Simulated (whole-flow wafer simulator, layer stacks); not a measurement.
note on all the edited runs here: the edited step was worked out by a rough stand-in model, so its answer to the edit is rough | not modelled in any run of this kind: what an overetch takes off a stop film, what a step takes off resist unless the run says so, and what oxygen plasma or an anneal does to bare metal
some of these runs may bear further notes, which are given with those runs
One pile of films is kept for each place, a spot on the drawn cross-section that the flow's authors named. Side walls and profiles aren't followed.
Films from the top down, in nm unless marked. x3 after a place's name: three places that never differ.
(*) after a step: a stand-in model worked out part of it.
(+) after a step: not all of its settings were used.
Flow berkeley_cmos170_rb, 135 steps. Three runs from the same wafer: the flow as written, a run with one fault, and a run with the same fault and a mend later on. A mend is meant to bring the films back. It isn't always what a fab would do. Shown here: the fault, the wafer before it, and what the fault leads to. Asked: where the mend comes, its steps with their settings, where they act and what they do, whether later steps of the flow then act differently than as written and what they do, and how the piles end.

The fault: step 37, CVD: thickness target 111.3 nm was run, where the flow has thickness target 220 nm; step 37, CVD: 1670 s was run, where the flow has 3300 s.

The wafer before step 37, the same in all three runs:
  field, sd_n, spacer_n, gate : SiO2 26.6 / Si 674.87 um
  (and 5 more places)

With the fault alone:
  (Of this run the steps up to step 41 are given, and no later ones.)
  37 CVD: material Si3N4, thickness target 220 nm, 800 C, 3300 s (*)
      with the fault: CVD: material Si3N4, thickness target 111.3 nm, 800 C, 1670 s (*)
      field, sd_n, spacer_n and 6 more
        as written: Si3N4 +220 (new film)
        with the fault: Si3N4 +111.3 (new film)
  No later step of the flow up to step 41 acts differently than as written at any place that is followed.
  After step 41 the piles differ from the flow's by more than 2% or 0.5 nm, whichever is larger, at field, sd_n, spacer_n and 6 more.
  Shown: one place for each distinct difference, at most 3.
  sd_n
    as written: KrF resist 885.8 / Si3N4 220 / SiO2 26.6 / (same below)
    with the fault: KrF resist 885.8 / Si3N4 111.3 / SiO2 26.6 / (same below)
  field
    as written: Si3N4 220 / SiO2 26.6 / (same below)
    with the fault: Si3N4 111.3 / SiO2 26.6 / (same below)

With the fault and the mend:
  The mend comes after step 41.
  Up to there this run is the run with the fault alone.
  41a STRIP (*) (+)
      sd_n, spacer_n, gate, sd_p, spacer_p, gate_p, contact, m1
        KrF resist -885.8 (all of it)
  41b CLEAN (*)
      changes no film at any place that is followed
  41c CVD: material Si3N4, thickness target 108.7 nm, 800 C, 1630 s (*) (the flow's step 37 once more, with other settings)
      field, sd_n, spacer_n and 6 more
        Si3N4 +108.7
  41d COAT: KrF resist, thickness 900 nm (the flow's step 38 once more)
      field, sd_n, spacer_n and 6 more
        KrF resist +900 (new film)
  41e EXPOSE: photomask ACTIVE (the flow's step 39 once more)
      changes no film at any place that is followed
  41f PEB: 130 C, 60 s (*) (the flow's step 40 once more)
      changes no film at any place that is followed
  41g DEVELOP: developer developer-D-0.26N, 45 s (the flow's step 41 once more)
      sd_n, spacer_n, gate, sd_p, spacer_p, gate_p, contact, m1
        KrF resist -14.2
      field
        KrF resist -900 (all of it)
  No later step of the flow acts differently than as written at any place that is followed.
  At the end the piles are the same as the flow's at every place that both follow.
